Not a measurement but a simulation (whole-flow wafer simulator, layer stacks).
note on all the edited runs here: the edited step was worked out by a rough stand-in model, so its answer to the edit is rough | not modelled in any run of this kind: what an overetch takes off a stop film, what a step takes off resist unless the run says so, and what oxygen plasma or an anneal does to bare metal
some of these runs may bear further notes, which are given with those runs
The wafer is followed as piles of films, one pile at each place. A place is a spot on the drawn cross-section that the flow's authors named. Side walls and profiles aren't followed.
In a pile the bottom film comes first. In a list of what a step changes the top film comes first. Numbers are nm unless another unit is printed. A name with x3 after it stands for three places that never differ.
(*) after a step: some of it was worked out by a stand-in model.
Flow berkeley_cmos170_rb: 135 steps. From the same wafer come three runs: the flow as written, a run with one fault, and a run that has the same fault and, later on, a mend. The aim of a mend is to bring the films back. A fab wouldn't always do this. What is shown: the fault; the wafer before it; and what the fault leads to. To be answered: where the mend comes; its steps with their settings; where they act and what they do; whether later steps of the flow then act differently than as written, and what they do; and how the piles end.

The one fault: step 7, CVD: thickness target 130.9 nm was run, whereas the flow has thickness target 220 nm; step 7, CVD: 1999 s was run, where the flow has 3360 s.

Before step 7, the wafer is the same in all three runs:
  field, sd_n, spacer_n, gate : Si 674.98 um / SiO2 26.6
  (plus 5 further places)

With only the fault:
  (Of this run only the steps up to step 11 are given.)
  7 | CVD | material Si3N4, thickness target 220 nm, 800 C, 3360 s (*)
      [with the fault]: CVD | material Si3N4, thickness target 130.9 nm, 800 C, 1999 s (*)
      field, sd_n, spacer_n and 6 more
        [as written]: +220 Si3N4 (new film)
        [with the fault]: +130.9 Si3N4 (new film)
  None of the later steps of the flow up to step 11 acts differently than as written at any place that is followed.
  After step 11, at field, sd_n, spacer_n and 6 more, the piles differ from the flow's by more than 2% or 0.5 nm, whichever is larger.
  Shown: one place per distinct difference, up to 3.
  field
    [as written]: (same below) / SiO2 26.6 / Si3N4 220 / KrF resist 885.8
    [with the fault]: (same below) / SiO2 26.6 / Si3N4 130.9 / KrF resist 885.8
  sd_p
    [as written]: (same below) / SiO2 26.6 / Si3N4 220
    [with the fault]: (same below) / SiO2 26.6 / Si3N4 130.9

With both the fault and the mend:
  The mend follows step 7.
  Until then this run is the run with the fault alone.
  7a | ETCH | chemistry h3po4, depth target 150.3 nm
      field, sd_n, spacer_n and 6 more
        -130.9 Si3N4 (all of it)
  7b | CLEAN (*) (the flow's step 1, run once more)
      leaves every film unchanged at each place that is followed
  7c | CVD | material Si3N4, thickness target 220 nm, 800 C, 3360 s (*) (the flow's step 7, run once more)
      field, sd_n, spacer_n and 6 more
        +220 Si3N4 (new film)
  None of the later steps of the flow acts differently than as written at any place that is followed.
  By the end, the piles equal the flow's at every place that both follow.
